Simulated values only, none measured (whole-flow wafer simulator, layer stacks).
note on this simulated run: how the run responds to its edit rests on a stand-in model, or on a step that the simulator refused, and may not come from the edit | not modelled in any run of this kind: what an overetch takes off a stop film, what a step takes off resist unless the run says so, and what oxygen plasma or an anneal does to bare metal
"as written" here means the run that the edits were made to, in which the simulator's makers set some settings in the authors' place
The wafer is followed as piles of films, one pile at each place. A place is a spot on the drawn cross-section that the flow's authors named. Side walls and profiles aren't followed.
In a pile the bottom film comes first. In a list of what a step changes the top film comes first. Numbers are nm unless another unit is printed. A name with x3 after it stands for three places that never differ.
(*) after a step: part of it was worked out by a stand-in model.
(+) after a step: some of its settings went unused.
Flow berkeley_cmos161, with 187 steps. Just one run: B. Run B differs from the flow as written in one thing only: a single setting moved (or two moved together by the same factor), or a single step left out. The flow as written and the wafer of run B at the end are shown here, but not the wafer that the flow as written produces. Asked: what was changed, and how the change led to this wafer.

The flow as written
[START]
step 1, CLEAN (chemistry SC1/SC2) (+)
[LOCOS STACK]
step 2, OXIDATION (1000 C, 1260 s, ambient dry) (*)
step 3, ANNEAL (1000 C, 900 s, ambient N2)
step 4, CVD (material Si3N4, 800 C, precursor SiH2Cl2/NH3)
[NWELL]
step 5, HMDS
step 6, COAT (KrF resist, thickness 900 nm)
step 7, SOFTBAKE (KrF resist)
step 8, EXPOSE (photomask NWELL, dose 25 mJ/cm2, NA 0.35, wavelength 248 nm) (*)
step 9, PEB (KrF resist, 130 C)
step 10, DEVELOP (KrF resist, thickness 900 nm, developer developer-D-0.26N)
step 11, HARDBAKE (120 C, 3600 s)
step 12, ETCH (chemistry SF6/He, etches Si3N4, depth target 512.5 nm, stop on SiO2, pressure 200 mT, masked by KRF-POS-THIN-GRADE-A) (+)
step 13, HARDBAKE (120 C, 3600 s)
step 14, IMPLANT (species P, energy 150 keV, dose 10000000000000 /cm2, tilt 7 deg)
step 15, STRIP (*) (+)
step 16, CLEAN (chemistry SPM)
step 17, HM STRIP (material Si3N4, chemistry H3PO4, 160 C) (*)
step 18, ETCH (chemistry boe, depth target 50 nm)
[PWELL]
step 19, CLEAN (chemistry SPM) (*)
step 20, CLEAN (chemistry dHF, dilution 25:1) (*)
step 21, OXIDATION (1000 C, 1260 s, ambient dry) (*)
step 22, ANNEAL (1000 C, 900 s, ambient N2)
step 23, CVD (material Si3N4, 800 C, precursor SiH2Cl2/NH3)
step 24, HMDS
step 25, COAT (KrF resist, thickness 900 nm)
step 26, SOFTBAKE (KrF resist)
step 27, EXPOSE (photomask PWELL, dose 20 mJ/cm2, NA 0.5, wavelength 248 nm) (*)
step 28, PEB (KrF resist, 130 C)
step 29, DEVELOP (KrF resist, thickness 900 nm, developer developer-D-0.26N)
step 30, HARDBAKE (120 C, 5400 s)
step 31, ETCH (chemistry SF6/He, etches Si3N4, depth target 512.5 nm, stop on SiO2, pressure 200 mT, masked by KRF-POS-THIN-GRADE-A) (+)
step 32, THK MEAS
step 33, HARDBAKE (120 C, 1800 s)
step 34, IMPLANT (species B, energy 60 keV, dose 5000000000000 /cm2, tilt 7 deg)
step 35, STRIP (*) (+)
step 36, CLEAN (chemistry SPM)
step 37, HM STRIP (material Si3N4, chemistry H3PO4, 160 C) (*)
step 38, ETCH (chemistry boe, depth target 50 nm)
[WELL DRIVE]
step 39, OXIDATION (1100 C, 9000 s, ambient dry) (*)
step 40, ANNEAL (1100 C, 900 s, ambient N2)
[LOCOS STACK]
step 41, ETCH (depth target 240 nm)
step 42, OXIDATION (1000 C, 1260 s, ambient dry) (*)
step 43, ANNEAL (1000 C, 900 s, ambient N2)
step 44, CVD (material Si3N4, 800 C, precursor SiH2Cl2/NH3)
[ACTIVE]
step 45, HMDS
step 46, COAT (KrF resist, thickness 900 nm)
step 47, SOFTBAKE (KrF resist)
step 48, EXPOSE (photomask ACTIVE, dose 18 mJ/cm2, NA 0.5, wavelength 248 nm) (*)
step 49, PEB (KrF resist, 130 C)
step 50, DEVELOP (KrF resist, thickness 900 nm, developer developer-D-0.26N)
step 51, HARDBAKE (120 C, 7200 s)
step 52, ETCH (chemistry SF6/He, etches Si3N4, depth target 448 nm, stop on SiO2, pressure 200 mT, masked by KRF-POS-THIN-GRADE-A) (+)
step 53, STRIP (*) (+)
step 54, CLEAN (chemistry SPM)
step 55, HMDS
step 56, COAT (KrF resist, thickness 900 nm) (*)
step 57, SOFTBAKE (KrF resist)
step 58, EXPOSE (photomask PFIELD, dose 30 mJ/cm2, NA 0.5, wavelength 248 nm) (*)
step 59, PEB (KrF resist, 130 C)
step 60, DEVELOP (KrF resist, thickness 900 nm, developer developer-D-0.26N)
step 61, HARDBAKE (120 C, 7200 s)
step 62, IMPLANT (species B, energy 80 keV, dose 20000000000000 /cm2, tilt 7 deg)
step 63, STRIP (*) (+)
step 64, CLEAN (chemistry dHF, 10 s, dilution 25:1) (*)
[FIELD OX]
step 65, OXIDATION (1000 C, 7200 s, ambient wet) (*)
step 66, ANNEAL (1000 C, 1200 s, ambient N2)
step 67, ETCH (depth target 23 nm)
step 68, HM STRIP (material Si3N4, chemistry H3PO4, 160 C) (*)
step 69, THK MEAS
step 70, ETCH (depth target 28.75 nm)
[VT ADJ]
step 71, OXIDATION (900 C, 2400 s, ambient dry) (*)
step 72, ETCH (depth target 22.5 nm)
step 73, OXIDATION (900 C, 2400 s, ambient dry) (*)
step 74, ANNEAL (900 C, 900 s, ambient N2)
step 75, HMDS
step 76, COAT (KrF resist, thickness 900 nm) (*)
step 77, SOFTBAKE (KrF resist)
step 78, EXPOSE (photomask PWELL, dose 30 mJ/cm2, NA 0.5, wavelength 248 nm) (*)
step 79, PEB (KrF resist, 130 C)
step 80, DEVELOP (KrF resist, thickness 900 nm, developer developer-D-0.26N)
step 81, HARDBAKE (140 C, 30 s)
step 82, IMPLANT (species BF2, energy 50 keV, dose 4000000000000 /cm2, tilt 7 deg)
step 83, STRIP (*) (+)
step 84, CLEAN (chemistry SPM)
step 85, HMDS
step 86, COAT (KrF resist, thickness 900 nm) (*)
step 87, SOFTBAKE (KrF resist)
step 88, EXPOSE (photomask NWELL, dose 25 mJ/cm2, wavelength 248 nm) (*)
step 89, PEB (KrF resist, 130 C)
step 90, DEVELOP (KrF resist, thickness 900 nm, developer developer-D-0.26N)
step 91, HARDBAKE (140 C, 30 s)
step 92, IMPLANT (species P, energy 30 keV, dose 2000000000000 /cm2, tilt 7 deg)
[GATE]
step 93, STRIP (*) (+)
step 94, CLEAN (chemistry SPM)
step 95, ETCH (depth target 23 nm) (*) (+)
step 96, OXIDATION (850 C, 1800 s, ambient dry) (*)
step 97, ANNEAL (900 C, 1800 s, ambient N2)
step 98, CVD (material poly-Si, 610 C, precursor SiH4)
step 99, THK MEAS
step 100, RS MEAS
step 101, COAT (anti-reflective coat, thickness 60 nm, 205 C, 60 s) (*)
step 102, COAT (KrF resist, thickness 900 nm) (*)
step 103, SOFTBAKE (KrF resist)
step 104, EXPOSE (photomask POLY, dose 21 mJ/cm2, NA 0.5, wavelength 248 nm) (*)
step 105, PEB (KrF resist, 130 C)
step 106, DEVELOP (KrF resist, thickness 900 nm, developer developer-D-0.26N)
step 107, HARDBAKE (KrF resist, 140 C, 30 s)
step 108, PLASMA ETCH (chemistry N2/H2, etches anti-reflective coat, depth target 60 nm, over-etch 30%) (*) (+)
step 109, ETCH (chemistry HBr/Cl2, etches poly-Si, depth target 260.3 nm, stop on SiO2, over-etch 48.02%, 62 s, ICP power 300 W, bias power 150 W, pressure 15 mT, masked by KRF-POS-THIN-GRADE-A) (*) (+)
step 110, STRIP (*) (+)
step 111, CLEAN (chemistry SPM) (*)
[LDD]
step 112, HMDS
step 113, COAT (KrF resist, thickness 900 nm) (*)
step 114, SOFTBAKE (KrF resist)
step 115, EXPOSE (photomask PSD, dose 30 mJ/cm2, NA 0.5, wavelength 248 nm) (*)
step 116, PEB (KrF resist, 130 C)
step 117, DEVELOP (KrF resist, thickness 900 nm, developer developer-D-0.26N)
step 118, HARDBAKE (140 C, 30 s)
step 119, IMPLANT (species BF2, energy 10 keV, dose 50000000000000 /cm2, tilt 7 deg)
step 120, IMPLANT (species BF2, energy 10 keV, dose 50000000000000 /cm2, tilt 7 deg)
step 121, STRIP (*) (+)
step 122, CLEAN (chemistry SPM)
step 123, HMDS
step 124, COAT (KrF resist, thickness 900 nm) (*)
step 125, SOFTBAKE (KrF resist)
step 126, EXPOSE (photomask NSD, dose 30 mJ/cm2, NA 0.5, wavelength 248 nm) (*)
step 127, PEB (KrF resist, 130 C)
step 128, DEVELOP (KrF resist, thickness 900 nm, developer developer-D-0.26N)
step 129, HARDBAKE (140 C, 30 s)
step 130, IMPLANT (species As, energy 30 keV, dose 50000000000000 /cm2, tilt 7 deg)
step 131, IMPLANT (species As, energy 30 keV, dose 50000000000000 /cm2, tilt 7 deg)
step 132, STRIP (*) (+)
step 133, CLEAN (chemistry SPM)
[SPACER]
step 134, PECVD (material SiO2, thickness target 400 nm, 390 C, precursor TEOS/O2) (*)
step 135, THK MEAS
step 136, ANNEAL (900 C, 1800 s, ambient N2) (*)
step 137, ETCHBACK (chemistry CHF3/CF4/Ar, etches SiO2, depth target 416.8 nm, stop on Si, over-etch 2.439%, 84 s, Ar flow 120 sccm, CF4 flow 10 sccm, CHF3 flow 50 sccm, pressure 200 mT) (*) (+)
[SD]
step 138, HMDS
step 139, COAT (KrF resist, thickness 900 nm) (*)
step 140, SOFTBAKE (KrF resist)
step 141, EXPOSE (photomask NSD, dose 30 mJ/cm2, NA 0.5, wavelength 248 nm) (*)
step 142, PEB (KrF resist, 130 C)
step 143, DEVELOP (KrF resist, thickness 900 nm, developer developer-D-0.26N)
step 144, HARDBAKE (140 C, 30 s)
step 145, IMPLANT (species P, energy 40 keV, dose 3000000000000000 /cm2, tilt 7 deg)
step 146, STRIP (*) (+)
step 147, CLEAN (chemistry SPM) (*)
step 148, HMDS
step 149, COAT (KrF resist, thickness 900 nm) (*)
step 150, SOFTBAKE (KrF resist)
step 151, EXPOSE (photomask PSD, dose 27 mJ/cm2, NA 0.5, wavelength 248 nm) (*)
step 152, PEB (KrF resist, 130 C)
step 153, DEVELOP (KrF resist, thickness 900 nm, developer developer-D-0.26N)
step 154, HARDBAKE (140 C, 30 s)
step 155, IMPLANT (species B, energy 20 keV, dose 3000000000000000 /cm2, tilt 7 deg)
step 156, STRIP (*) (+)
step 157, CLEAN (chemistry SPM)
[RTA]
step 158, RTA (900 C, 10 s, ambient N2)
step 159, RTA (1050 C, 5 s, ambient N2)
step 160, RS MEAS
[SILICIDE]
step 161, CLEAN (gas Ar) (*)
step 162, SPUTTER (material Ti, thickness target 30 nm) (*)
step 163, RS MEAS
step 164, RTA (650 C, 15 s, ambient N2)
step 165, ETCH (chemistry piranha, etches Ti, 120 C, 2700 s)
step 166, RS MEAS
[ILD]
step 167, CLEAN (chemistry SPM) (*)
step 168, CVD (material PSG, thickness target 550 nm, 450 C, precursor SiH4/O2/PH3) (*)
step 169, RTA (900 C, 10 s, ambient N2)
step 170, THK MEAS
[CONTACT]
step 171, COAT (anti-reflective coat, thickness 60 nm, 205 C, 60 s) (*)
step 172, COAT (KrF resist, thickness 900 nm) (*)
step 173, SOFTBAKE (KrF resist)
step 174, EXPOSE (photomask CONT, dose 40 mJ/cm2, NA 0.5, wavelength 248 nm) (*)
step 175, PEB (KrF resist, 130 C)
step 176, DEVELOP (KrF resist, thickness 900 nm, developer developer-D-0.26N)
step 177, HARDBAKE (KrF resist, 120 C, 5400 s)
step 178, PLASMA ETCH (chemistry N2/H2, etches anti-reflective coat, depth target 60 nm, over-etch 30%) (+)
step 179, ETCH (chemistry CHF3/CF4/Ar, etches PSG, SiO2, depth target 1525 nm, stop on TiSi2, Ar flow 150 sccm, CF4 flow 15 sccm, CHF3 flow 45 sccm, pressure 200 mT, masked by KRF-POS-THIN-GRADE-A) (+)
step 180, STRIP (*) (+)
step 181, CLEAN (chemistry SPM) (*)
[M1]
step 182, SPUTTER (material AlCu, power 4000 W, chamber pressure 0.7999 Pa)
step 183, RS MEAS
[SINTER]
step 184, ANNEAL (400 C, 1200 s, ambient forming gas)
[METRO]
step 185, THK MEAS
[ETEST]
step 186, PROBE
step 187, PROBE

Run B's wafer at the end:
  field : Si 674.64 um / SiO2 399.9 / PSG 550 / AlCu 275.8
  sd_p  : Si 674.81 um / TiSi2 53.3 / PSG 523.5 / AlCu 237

The reason: step 70, ETCH: depth target 37.38 nm was run, though the flow has depth target 28.75 nm.

How this came from the change, step by step:
  step 70, ETCH (depth target 28.75 nm)
      field: -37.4 SiO2 (in the flow as written it would be: -28.8 SiO2)
  step 101, COAT (anti-reflective coat, thickness 60 nm, 205 C, 60 s) (*)
      sd_n: +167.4 anti-reflective coat (new film) (in the flow as written it would be: +173.5 anti-reflective coat (new film))
      spacer_n: +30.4 anti-reflective coat (new film) (in the flow as written it would be: +28.7 anti-reflective coat (new film))
      (as well as at 3 more places)
  step 108, PLASMA ETCH (chemistry N2/H2, etches anti-reflective coat, depth target 60 nm, over-etch 30%) (*) (+)
      sd_n: -167.4 anti-reflective coat (all of it), -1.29 poly-Si (in the flow as written it would be: -173.5 anti-reflective coat (all of it), -1.33 poly-Si)
      spacer_n: -30.4 anti-reflective coat (all of it), -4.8 poly-Si (in the flow as written it would be: -28.7 anti-reflective coat (all of it), -5.05 poly-Si)
      (as well as at 1 more place)
  step 110, STRIP (*) (+)
      gate_n: +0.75 chemical SiO2 (new film), -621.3 KrF resist (all of it), -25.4 anti-reflective coat (all of it), -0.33 poly-Si (in the flow as written it would be: +0.75 chemical SiO2 (new film), -626.8 KrF resist (all of it), -23.7 anti-reflective coat (all of it), -0.33 poly-Si)
      gate_p: +0.75 chemical SiO2 (new film), -594.8 KrF resist (all of it), -28.9 anti-reflective coat (all of it), -0.33 poly-Si (in the flow as written it would be: +0.75 chemical SiO2 (new film), -598.2 KrF resist (all of it), -27.9 anti-reflective coat (all of it), -0.33 poly-Si)
  step 171, COAT (anti-reflective coat, thickness 60 nm, 205 C, 60 s) (*)
      sd_n: +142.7 anti-reflective coat (new film) (in the flow as written it would be: +149.7 anti-reflective coat (new film))
      m1: +95.7 anti-reflective coat (new film) (in the flow as written it would be: +97.8 anti-reflective coat (new film))
  step 180, STRIP (*) (+)
      sd_n: -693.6 KrF resist (all of it), -142.7 anti-reflective coat (all of it) (in the flow as written it would be: -692.5 KrF resist (all of it), -149.7 anti-reflective coat (all of it))
      m1: -736.6 KrF resist (all of it), -95.7 anti-reflective coat (all of it) (in the flow as written it would be: -739.9 KrF resist (all of it), -97.8 anti-reflective coat (all of it))
